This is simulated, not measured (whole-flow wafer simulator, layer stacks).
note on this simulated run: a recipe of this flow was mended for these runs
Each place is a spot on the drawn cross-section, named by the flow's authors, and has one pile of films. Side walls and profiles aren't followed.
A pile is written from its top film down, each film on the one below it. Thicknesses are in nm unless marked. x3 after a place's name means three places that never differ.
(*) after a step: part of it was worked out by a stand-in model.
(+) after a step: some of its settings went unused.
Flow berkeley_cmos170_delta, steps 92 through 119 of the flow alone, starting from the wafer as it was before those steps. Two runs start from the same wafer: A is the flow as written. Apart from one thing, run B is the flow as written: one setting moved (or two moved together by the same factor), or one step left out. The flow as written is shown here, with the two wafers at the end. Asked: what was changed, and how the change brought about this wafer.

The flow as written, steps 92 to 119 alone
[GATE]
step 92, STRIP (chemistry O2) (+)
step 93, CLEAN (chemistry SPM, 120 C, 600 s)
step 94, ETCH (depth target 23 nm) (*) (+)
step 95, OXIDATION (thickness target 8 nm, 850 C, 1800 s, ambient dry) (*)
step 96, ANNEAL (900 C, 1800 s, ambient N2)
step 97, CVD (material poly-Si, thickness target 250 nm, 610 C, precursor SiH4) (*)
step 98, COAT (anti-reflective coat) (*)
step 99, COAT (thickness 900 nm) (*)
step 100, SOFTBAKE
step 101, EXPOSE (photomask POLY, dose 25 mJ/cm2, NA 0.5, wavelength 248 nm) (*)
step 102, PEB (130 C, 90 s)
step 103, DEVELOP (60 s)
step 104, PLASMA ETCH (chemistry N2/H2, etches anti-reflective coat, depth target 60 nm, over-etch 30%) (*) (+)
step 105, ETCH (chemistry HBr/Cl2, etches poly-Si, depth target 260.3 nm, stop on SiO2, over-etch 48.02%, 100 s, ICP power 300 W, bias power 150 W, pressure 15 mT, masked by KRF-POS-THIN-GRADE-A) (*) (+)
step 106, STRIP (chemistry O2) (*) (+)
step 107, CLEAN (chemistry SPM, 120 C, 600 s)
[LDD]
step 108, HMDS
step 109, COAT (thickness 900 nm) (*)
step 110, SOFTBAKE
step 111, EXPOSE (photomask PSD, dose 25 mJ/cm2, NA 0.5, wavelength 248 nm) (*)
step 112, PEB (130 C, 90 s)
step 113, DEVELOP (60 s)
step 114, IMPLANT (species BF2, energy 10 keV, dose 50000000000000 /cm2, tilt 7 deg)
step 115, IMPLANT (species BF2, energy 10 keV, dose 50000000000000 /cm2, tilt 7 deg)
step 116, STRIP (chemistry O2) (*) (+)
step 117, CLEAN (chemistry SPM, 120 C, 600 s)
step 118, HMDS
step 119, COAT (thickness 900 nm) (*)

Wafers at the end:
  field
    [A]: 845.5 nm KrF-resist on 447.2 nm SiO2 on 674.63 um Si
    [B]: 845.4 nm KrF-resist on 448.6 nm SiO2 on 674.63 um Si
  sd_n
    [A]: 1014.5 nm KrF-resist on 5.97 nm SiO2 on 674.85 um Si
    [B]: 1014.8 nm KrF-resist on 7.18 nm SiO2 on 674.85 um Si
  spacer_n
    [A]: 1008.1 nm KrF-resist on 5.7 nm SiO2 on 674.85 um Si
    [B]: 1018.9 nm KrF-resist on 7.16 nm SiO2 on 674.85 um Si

The reason: step 97, CVD: thickness target 325 nm was run, whereas the flow has thickness target 250 nm.

The path from the change to this, step by step:
  step 97, CVD (material poly-Si, thickness target 250 nm, 610 C, precursor SiH4) (*)
      field, sd_n, spacer_n and 6 more: A +250 poly-Si (new film) | B +325 poly-Si (new film)
  step 98, COAT (anti-reflective coat) (*)
      field: A +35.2 anti-reflective coat (new film) | B +36.2 anti-reflective coat (new film)
      sd_n: A +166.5 anti-reflective coat (new film) | B +171.2 anti-reflective coat (new film)
      (also at 1 further place)
  step 104, PLASMA ETCH (chemistry N2/H2, etches anti-reflective coat, depth target 60 nm, over-etch 30%) (*) (+)
      field: A -35.2 anti-reflective coat (all of it), -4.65 poly-Si | B -36.2 anti-reflective coat (all of it), -4.78 poly-Si
      sd_n: A -166.5 anti-reflective coat (all of it), -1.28 poly-Si | B -171.2 anti-reflective coat (all of it), -1.32 poly-Si
      (also at 1 further place)
  step 105, ETCH (chemistry HBr/Cl2, etches poly-Si, depth target 260.3 nm, stop on SiO2, over-etch 48.02%, 100 s, ICP power 300 W, bias power 150 W, pressure 15 mT, masked by KRF-POS-THIN-GRADE-A) (*) (+)
      field: A -245.4 poly-Si (all of it), -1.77 SiO2 | B -320.2 poly-Si (all of it), -0.33 SiO2
      sd_n: A -248.7 poly-Si (all of it), -1.52 SiO2 | B -323.7 poly-Si (all of it), -0.31 SiO2
      (also at 5 further places)
  step 109, COAT (thickness 900 nm) (*)
      gate: A +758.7 KrF-resist (new film) | B +697.2 KrF-resist (new film)
      gate_p: A +754.5 KrF-resist (new film) | B +693 KrF-resist (new film)
  step 113, DEVELOP (60 s)
      gate_p: A -752.9 KrF-resist (all of it) | B -691.6 KrF-resist (all of it)
  step 116, STRIP (chemistry O2) (*) (+)
      gate: A -742.2 KrF-resist (all of it), +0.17 chemical SiO2 | B -680.8 KrF-resist (all of it), +0.17 chemical SiO2
  step 119, COAT (thickness 900 nm) (*)
      gate: A +758 KrF-resist (new film) | B +696.2 KrF-resist (new film)
      gate_p: A +753.6 KrF-resist (new film) | B +691.9 KrF-resist (new film)
